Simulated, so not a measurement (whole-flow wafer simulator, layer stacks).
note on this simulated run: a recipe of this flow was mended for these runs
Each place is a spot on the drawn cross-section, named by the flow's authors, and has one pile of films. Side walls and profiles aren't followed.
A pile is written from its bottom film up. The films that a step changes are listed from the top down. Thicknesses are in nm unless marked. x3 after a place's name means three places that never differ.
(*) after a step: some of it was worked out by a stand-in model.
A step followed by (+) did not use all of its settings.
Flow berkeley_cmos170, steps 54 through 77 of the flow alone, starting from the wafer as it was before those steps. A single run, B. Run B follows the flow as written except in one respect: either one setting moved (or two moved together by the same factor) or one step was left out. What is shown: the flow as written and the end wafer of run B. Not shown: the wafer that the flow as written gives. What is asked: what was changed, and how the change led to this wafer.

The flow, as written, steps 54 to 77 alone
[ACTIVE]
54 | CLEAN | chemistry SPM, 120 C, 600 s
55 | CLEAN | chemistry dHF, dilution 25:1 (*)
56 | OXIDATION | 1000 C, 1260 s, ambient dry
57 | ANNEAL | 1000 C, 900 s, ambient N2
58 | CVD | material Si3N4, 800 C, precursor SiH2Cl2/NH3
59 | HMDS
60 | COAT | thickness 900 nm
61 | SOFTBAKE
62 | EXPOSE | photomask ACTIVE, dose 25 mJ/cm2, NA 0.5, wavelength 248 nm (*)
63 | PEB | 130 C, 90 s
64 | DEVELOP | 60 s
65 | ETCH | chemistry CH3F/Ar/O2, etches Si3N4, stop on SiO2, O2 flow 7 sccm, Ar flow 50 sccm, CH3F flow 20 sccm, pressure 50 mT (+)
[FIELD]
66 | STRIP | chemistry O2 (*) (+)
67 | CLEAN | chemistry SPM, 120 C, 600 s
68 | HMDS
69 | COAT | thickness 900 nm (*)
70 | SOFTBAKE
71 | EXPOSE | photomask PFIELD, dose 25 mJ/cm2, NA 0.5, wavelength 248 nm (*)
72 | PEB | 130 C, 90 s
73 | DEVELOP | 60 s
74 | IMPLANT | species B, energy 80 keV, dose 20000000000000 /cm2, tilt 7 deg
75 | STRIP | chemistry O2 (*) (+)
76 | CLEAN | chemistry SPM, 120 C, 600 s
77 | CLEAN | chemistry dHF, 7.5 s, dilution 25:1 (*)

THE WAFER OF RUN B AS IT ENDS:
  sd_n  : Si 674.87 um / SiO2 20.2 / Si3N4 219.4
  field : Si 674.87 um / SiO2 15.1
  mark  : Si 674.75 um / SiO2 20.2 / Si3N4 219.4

What caused this: step 56, OXIDATION: 756 s was run, whereas the flow has 1260 s.

Step by step, how the change led to this:
  56 | OXIDATION | 1000 C, 1260 s, ambient dry
      field, mark, sd_n and 10 more: SiO2 gains 20.2 (new film), Si loses 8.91 (as written it would have been: SiO2 gains 26.6 (new film), Si loses 11.7)
